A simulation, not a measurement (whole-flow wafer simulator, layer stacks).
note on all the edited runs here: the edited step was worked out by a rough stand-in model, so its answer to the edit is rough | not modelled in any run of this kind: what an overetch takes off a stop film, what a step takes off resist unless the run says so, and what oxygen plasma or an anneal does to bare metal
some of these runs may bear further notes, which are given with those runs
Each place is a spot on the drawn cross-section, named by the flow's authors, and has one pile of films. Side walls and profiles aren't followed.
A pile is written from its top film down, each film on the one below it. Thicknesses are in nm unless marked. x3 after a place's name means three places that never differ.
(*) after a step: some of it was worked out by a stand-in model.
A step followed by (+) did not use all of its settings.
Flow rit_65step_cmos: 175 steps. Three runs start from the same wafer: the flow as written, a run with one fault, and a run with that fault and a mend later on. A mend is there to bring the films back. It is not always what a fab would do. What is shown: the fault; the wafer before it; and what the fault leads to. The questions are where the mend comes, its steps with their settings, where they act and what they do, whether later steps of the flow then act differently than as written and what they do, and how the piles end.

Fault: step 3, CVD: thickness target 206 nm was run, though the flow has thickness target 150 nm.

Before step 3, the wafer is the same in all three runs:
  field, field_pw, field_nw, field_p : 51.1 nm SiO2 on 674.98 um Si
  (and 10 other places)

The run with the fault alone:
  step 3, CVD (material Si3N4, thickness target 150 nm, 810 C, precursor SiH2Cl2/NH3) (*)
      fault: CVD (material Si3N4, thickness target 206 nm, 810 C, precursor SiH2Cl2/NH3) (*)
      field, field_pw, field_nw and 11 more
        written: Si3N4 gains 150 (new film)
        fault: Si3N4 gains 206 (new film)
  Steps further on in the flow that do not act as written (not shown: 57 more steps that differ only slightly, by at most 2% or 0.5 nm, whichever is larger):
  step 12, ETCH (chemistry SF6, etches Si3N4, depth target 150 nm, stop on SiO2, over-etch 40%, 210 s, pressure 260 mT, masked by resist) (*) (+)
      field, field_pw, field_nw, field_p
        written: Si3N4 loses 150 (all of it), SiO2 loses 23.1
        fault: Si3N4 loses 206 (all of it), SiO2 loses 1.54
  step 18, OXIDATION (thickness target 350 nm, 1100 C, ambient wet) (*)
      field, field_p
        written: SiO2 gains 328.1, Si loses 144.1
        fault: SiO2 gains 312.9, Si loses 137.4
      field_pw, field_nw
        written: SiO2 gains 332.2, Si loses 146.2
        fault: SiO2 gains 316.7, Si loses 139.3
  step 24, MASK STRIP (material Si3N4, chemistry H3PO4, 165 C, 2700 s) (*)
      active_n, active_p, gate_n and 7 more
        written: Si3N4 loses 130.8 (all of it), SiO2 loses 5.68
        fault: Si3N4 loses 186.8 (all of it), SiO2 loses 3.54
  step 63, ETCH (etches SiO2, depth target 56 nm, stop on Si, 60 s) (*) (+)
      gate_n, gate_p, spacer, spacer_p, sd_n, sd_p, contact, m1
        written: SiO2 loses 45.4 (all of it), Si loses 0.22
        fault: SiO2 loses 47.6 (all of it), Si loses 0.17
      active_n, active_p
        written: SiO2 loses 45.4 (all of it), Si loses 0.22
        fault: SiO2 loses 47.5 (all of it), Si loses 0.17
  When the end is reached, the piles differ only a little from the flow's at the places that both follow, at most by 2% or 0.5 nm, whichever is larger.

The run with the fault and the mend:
  The mend stands after step 4.
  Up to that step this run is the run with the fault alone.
  step 4a, ETCHBACK (chemistry SF6/CHF3, etches Si3N4, depth target 56 nm, CHF3 flow 30 sccm, pressure 40 mT) (*) (+)
      field, field_pw, field_nw and 11 more
        Si3N4 loses 56
  Later steps of the flow that are run all act as written at every place that is followed.
  The piles end the same as the flow's at every place that both follow.
